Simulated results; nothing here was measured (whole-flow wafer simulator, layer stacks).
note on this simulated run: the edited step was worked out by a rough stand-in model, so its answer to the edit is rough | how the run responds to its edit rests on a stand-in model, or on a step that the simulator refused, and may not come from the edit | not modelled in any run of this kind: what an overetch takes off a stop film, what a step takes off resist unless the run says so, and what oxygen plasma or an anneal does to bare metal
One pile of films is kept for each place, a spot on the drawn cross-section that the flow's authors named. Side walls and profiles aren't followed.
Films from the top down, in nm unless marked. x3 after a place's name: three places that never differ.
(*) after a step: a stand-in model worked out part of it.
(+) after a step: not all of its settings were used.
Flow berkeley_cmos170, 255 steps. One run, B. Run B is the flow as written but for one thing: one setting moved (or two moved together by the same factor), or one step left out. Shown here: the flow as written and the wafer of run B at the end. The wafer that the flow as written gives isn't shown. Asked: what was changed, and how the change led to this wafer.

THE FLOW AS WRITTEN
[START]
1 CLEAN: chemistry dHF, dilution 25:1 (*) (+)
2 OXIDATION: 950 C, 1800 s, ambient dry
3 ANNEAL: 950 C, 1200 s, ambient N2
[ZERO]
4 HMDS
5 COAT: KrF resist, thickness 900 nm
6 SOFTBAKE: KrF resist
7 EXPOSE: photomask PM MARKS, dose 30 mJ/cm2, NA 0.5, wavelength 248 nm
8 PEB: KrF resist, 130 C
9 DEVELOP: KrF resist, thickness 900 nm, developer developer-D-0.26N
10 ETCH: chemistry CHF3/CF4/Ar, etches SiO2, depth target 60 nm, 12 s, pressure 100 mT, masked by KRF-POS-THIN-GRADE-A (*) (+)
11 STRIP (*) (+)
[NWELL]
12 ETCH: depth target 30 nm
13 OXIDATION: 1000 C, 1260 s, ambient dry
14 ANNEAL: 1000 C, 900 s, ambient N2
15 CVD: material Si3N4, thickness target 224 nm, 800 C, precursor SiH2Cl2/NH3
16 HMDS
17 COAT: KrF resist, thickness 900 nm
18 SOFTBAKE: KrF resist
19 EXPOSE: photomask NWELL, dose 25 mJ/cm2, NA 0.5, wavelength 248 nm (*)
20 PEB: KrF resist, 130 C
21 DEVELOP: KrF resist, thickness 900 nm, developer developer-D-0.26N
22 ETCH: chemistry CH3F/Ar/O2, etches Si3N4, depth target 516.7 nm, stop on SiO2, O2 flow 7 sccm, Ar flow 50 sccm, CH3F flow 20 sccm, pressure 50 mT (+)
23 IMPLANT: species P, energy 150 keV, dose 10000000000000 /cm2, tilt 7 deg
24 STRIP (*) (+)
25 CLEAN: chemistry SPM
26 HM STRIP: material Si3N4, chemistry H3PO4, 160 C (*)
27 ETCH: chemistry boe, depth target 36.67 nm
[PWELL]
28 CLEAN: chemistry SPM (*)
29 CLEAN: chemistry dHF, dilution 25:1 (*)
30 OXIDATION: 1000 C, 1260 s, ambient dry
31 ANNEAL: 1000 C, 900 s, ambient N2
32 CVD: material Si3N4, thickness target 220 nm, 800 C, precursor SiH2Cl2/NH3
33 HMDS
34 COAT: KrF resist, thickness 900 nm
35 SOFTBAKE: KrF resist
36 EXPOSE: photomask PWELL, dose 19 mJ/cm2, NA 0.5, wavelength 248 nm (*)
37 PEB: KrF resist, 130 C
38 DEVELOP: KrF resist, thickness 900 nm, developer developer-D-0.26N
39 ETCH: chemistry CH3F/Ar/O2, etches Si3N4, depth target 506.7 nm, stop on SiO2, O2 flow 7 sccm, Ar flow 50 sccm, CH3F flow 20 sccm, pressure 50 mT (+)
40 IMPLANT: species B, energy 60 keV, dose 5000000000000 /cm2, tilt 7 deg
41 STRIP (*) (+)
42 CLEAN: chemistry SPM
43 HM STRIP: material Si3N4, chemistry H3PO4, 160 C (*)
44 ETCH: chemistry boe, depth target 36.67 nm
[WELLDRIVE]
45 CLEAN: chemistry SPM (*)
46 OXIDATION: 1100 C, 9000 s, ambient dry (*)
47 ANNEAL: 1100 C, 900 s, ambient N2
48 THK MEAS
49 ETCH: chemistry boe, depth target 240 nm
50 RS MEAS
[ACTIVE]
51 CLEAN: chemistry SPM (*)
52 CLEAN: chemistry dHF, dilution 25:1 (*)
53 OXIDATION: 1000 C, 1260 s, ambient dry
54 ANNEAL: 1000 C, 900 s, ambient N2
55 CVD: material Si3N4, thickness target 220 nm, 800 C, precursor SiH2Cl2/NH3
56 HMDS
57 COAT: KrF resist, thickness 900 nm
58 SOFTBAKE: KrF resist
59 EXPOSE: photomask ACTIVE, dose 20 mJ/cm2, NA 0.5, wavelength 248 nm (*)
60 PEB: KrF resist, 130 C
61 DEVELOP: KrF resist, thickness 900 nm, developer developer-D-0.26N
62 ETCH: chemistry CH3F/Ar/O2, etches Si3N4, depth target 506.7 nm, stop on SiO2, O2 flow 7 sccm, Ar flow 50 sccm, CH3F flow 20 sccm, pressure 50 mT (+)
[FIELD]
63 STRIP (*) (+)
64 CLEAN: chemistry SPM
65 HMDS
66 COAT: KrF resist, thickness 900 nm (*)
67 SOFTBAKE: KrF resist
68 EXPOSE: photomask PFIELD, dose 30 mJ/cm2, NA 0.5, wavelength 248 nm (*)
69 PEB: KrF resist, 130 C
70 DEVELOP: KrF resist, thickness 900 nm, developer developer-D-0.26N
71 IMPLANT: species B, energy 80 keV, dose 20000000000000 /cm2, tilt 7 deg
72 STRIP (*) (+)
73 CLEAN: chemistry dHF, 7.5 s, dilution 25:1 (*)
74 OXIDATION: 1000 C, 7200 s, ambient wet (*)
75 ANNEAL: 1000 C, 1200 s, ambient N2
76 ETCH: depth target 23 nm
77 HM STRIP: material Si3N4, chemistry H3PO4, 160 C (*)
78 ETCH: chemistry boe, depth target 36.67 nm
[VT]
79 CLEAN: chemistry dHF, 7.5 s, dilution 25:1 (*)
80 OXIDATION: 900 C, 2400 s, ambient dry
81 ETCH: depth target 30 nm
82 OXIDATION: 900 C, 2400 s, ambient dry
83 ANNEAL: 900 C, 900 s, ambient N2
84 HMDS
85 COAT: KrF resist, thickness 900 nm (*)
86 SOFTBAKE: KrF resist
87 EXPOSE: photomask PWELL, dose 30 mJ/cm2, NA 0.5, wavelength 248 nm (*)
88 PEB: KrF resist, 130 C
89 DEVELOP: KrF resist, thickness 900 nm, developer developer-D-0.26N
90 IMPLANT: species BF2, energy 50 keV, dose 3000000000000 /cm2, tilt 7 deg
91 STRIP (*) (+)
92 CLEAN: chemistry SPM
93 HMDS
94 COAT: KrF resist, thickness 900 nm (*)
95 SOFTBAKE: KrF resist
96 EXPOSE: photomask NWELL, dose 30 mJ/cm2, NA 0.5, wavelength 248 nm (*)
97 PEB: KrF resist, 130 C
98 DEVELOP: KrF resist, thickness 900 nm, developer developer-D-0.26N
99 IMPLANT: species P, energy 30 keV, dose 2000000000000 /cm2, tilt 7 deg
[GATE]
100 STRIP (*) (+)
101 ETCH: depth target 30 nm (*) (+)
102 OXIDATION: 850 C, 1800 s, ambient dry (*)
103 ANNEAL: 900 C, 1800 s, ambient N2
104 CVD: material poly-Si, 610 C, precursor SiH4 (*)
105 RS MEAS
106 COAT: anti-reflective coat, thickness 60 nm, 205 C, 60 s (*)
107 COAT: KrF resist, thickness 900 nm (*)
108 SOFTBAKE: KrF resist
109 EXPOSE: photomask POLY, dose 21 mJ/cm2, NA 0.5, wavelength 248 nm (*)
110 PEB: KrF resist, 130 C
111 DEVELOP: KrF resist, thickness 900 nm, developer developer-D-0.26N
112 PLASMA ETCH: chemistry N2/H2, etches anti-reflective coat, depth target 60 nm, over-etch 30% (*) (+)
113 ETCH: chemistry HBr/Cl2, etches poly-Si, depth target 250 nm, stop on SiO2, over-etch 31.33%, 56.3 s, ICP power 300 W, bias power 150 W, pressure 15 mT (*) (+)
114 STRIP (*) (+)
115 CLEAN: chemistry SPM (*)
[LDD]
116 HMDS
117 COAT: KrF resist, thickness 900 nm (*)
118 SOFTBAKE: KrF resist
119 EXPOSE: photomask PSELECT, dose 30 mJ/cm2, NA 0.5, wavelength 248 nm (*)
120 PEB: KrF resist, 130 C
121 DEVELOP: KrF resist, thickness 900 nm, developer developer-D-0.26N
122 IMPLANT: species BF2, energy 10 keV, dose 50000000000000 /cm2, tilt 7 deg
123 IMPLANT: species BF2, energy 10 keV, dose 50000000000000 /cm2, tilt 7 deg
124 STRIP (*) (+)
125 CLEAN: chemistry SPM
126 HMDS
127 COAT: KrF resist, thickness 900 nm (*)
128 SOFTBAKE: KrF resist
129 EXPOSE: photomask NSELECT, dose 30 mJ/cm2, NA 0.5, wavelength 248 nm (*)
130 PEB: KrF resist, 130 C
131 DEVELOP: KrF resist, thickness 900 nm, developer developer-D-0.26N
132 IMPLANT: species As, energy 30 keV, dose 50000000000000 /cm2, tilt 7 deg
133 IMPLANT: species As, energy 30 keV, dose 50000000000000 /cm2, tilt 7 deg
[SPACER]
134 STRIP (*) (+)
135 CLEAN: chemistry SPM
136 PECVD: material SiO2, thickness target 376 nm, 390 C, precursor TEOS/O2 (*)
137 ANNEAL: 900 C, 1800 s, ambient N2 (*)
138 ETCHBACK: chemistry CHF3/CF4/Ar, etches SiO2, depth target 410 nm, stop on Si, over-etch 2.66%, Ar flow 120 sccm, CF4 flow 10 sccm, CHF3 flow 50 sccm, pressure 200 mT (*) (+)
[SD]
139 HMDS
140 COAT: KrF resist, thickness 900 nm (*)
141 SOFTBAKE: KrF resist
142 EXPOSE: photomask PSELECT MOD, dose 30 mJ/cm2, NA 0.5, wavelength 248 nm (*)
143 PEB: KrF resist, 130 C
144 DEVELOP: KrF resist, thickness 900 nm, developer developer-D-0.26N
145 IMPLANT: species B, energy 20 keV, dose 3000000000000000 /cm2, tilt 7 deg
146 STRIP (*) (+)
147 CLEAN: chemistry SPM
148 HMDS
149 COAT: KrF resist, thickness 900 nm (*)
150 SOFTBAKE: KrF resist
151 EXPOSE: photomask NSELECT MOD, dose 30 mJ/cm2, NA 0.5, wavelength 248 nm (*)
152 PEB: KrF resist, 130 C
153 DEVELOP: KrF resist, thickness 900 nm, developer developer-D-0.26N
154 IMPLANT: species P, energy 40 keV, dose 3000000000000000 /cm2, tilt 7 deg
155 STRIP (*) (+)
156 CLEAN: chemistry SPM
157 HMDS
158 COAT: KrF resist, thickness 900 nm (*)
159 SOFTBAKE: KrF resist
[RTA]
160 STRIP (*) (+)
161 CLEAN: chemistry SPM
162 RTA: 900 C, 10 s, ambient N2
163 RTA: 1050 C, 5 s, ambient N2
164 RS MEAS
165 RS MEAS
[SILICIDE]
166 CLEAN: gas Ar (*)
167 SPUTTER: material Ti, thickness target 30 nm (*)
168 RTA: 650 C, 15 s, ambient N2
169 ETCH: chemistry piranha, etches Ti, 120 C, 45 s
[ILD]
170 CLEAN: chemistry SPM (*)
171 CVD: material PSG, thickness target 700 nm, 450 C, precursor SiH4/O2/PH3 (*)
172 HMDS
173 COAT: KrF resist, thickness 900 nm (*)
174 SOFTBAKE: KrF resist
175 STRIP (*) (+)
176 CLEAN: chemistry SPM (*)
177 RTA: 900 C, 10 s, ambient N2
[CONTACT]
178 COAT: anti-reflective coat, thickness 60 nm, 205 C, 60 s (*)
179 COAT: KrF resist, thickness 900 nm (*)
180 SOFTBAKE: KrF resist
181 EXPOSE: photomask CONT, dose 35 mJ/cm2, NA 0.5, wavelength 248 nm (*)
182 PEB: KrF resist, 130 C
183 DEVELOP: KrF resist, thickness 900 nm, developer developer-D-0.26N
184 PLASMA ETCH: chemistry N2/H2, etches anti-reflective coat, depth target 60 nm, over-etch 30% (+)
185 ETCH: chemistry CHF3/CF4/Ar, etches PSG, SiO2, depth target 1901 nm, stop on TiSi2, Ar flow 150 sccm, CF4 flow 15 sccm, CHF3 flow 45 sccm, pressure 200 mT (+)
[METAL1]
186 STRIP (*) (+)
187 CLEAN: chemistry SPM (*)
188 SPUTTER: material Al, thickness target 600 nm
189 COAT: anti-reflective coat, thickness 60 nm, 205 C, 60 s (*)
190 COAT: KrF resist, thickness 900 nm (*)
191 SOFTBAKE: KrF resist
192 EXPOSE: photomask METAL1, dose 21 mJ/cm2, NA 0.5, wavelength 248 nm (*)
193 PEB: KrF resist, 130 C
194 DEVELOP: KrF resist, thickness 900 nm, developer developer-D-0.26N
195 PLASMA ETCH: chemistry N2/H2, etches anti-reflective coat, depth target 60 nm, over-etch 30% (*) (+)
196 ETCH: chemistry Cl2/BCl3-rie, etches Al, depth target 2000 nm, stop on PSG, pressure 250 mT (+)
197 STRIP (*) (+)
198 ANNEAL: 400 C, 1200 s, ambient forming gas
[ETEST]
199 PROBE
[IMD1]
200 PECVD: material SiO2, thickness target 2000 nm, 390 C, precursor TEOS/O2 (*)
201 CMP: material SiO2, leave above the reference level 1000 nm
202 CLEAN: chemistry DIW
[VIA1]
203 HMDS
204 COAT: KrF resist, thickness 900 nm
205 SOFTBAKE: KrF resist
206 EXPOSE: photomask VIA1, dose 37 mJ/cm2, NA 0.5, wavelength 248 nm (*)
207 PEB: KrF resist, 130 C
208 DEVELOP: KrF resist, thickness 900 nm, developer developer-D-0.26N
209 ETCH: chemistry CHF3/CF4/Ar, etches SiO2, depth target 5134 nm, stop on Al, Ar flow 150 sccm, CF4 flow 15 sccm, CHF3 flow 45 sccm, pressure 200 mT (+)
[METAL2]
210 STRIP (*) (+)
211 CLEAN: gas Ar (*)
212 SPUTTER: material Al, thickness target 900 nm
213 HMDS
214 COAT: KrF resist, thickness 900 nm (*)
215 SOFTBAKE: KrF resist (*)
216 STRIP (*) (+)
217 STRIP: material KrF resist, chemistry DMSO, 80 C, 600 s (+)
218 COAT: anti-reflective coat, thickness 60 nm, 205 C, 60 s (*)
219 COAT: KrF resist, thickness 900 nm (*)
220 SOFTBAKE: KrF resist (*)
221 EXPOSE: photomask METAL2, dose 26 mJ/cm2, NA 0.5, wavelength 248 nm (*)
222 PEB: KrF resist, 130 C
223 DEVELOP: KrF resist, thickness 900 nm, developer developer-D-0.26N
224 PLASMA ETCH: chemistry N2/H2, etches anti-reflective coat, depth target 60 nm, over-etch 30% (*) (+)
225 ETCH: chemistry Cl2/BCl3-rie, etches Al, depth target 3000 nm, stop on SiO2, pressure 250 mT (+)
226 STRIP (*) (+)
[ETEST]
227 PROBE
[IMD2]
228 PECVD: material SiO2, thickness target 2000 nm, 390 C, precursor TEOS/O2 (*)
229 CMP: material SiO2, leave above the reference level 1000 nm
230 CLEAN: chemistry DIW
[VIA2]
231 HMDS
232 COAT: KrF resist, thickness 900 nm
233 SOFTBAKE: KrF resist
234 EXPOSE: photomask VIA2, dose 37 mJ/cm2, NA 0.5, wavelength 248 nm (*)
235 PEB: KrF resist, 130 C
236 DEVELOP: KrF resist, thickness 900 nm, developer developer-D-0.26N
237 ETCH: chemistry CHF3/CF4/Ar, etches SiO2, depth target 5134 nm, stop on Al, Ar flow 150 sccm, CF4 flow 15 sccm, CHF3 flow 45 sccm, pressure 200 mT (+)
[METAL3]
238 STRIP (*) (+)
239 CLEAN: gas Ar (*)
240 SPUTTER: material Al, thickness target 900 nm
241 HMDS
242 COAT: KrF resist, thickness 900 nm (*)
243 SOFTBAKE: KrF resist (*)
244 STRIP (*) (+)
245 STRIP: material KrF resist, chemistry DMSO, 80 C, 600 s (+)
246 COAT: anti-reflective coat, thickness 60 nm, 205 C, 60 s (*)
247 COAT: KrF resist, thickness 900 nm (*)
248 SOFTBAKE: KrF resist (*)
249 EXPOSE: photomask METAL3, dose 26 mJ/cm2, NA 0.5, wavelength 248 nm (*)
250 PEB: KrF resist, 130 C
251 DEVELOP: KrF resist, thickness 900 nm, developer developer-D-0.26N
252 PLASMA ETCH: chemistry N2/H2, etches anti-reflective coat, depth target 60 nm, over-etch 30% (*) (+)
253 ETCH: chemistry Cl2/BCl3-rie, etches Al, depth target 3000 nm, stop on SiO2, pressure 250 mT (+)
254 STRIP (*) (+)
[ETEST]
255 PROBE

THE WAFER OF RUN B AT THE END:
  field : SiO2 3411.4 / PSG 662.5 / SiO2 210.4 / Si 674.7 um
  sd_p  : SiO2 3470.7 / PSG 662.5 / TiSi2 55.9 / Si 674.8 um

The cause: step 74, OXIDATION: 950 C was run, where the flow has 1000 C.

How the change led to this, step by step:
  74 OXIDATION: 1000 C, 7200 s, ambient wet (*)
      spacer_n, gate_n, spacer_p and 6 more: SiO2 +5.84 (new film), Si3N4 -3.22 (as written it would be: SiO2 +12.1 (new film), Si3N4 -6.7)
      sd_n, sd_p: SiO2 +5.84 (new film), Si3N4 -3.22, SiO2 +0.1, Si -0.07 (as written it would be: SiO2 +12.1 (new film), Si3N4 -6.7, SiO2 +0.07, Si -0.07)
      (and at 1 more place)
  76 ETCH: depth target 23 nm
      sd_n, spacer_n, gate_n and 8 more: SiO2 -5.84 (all of it) (as written it would be: SiO2 -12.1 (all of it))
  80 OXIDATION: 900 C, 2400 s, ambient dry
      field: SiO2 +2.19, Si -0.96 (as written it would be: SiO2 +1.58, Si -0.7)
  82 OXIDATION: 900 C, 2400 s, ambient dry
      field: SiO2 +2.34, Si -1.03 (as written it would be: SiO2 +1.66, Si -0.73)
  85 COAT: KrF resist, thickness 900 nm (*)
      field: KrF resist +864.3 (new film) (as written it would be: KrF resist +838.3 (new film))
      sd_n: KrF resist +962.2 (new film) (as written it would be: KrF resist +1008.9 (new film))
      (and at 10 more places)
  89 DEVELOP: KrF resist, thickness 900 nm, developer developer-D-0.26N
      field: KrF resist -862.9 (all of it) (as written it would be: KrF resist -837 (all of it))
      sd_n: KrF resist -960.6 (all of it) (as written it would be: KrF resist -1007.2 (all of it))
      (and at 3 more places)
  91 STRIP (*) (+)
      sd_p: KrF resist -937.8 (all of it) (as written it would be: KrF resist -976.8 (all of it))
      spacer_p: KrF resist -927.5 (all of it) (as written it would be: KrF resist -957.7 (all of it))
      (and at 5 more places)
  94 COAT: KrF resist, thickness 900 nm (*)
      field: KrF resist +864.3 (new film) (as written it would be: KrF resist +838.3 (new film))
      sd_n: KrF resist +962.2 (new film) (as written it would be: KrF resist +1008.9 (new film))
      (and at 10 more places)
  98 DEVELOP: KrF resist, thickness 900 nm, developer developer-D-0.26N
      sd_p: KrF resist -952 (all of it) (as written it would be: KrF resist -991 (all of it))
      spacer_p: KrF resist -941.7 (all of it) (as written it would be: KrF resist -971.9 (all of it))
      (and at 1 more place)
  100 STRIP (*) (+)
      field: KrF resist -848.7 (all of it) (as written it would be: KrF resist -822.8 (all of it))
      sd_n: KrF resist -946.4 (all of it) (as written it would be: KrF resist -993 (all of it))
      (and at 7 more places)
  106 COAT: anti-reflective coat, thickness 60 nm, 205 C, 60 s (*)
      field: anti-reflective coat +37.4 (new film) (as written it would be: anti-reflective coat +34.7 (new film))
      sd_n: anti-reflective coat +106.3 (new film) (as written it would be: anti-reflective coat +158.6 (new film))
      (and at 10 more places)
  107 COAT: KrF resist, thickness 900 nm (*)
      spacer_n: KrF resist +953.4 (new film) (as written it would be: KrF resist +1024.8 (new film))
      gate_n: KrF resist +954.9 (new film) (as written it would be: KrF resist +1027.4 (new film))
      (and at 8 more places)
  111 DEVELOP: KrF resist, thickness 900 nm, developer developer-D-0.26N
      spacer_n: KrF resist -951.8 (all of it) (as written it would be: KrF resist -1023.1 (all of it))
      sd_p: KrF resist -923.8 (all of it) (as written it would be: KrF resist -954.6 (all of it))
      (and at 6 more places)
  112 PLASMA ETCH: chemistry N2/H2, etches anti-reflective coat, depth target 60 nm, over-etch 30% (*) (+)
      field: anti-reflective coat -37.4 (all of it), poly-Si -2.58 (as written it would be: anti-reflective coat -34.7 (all of it), poly-Si -4.4)
      sd_n: anti-reflective coat -106.3 (all of it), poly-Si -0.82 (as written it would be: anti-reflective coat -158.6 (all of it), poly-Si -1.22)
      (and at 8 more places)
  114 STRIP (*) (+)
      gate_n: chemical SiO2 +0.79 (new film), KrF resist -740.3 (all of it), anti-reflective coat -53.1 (all of it), poly-Si -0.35 (as written it would be: chemical SiO2 +0.8 (new film), KrF resist -812.6 (all of it), anti-reflective coat -27.3 (all of it), poly-Si -0.35)
      gate_p: chemical SiO2 +0.79 (new film), KrF resist -731.4 (all of it), anti-reflective coat -50.2 (all of it), poly-Si -0.35 (as written it would be: chemical SiO2 +0.8 (new film), KrF resist -782.1 (all of it), anti-reflective coat -29.6 (all of it), poly-Si -0.35)
  117 COAT: KrF resist, thickness 900 nm (*)
      field: KrF resist +872.5 (new film) (as written it would be: KrF resist +846.6 (new film))
      sd_n: KrF resist +954.3 (new film) (as written it would be: KrF resist +1000.9 (new film))
      (and at 10 more places)
  ... 27 more steps ...
  201 CMP: material SiO2, leave above the reference level 1000 nm
      field: SiO2 -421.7 (as written it would be: SiO2 -517)
